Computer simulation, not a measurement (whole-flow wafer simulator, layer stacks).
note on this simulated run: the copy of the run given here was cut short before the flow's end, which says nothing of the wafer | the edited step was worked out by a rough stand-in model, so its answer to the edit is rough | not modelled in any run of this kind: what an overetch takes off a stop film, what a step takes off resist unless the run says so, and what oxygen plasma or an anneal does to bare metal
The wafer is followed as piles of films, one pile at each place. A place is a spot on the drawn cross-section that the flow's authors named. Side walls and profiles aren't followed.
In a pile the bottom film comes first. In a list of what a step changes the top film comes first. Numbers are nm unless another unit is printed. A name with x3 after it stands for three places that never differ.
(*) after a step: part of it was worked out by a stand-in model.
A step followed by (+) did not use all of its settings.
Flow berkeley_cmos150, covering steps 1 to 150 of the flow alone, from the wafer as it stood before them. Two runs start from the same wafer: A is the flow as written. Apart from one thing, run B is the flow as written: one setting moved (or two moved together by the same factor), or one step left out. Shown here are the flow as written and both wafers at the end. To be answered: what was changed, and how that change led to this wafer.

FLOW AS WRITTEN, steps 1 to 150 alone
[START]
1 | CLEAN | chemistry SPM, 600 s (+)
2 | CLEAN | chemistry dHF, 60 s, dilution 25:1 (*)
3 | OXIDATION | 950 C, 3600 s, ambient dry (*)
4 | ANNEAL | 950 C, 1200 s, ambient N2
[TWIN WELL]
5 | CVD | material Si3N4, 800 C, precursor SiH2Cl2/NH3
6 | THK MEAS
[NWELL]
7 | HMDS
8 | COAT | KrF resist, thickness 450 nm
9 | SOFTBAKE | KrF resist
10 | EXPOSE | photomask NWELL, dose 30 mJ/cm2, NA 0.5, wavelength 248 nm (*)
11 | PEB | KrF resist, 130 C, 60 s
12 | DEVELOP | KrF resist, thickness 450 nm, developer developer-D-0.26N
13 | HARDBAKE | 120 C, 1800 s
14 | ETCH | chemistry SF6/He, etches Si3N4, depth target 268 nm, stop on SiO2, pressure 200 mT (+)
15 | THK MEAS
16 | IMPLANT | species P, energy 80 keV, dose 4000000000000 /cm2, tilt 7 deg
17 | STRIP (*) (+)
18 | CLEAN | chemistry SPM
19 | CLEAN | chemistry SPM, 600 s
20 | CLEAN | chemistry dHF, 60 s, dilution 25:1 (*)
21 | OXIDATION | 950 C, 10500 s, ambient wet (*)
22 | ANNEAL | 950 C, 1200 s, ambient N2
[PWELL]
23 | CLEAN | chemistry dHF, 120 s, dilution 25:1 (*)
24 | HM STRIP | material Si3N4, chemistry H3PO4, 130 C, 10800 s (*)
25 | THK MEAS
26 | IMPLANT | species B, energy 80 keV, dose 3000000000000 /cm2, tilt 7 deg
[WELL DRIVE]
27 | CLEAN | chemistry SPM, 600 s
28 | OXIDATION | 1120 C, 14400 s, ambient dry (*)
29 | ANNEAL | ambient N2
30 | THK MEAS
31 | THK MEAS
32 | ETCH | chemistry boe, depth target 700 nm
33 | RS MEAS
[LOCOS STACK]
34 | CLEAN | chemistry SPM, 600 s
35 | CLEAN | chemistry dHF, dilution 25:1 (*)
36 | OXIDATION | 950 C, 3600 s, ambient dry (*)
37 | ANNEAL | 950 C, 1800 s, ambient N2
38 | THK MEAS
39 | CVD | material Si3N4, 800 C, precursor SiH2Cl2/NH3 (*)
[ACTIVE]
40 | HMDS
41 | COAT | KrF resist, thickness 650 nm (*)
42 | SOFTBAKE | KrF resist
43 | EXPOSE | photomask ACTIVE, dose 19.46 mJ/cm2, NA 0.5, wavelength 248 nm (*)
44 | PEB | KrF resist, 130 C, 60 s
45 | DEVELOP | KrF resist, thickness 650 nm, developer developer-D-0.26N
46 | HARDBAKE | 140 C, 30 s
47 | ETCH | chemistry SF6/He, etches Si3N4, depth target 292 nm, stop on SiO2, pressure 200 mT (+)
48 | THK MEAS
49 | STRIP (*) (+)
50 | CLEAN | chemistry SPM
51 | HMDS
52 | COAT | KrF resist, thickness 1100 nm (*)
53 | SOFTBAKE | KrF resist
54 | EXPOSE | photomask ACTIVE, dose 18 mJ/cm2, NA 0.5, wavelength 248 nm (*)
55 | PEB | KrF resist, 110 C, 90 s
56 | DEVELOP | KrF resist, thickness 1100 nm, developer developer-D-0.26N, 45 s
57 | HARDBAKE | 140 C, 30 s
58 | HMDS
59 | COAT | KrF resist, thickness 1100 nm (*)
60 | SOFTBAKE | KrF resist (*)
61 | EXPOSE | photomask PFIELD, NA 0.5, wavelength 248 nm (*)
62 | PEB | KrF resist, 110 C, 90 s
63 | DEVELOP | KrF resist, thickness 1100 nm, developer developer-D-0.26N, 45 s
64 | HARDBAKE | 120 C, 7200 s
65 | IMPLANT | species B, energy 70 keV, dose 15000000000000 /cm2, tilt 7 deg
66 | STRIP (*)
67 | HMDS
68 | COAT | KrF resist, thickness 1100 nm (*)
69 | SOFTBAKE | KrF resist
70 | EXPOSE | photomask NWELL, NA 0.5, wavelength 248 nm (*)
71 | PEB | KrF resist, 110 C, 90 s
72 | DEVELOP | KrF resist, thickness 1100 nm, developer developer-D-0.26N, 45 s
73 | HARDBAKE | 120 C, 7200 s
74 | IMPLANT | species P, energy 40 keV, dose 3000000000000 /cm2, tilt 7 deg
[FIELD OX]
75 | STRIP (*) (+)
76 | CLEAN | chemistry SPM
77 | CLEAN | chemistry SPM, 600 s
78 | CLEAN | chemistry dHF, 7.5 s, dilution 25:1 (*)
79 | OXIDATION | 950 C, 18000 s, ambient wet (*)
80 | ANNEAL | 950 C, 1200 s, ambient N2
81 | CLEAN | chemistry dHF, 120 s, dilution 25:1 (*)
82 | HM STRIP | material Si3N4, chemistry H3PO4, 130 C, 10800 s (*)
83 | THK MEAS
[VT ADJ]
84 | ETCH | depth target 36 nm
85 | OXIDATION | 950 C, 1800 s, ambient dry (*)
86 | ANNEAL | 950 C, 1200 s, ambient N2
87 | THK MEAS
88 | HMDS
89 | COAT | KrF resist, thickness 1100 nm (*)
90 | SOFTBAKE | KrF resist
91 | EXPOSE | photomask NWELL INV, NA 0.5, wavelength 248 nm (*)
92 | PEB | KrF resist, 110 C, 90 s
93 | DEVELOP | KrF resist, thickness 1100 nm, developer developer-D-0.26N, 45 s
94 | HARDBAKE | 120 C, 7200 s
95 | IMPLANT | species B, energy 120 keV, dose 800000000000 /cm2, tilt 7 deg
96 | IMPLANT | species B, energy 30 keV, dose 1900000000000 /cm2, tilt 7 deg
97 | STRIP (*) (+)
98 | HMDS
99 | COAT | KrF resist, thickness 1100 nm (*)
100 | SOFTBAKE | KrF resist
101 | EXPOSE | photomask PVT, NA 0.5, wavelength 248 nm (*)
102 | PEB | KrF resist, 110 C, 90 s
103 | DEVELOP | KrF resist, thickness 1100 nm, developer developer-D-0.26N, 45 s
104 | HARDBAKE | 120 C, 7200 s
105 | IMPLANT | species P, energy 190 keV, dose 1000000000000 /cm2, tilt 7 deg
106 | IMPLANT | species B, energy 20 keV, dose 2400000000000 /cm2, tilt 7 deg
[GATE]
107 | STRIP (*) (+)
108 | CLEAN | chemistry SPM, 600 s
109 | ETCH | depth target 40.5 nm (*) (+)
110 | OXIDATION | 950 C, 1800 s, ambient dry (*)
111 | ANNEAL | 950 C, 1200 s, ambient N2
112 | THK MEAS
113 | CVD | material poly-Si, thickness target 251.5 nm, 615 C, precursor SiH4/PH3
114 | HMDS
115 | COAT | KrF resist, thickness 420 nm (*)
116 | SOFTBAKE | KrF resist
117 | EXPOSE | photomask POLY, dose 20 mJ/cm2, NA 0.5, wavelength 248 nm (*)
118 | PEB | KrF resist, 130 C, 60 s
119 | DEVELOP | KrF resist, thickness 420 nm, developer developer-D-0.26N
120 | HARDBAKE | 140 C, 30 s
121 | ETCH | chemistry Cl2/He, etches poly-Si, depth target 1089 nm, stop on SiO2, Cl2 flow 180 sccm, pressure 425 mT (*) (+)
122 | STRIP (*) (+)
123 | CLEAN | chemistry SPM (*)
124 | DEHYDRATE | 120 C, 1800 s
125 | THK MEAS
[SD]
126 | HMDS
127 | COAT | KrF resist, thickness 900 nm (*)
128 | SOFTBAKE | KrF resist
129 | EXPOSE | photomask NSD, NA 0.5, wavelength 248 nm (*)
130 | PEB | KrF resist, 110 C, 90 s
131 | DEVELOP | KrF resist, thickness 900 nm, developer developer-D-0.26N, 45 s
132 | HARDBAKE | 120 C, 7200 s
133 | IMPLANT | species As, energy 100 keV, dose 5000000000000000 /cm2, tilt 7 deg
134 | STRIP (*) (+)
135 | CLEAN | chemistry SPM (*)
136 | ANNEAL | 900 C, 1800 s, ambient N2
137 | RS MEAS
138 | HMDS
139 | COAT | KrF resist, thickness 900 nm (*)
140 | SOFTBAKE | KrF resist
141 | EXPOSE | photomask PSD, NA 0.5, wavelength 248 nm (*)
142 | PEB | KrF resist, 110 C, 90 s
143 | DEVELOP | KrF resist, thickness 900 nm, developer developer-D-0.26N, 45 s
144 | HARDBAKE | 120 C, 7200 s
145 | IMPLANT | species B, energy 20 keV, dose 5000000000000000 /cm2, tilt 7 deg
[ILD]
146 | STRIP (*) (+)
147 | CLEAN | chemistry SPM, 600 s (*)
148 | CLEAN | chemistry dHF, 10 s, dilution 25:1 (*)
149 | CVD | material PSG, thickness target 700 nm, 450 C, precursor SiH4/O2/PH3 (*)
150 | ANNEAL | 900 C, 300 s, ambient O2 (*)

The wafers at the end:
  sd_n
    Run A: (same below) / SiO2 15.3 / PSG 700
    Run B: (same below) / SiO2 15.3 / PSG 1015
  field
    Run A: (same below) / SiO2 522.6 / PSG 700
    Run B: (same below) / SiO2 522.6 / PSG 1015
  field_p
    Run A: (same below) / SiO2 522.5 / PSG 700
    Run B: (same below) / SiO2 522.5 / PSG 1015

The reason: step 149, CVD: thickness target 1015 nm was run, while the flow as written has thickness target 700 nm.
The wafer itself shows it: sd_n has PSG 1015, and step 149 as written asks for 700 nm.

The path from the change to this, step by step:
  149 | CVD | material PSG, thickness target 700 nm, 450 C, precursor SiH4/O2/PH3 (*)
      field, field_p, sd_n, gate_n, gate_p, contact, m1: A PSG gains 700 (new film) | B PSG gains 1015 (new film)
      sd_p: A PSG gains 639.5 (new film) | B PSG gains 988.7 (new film)
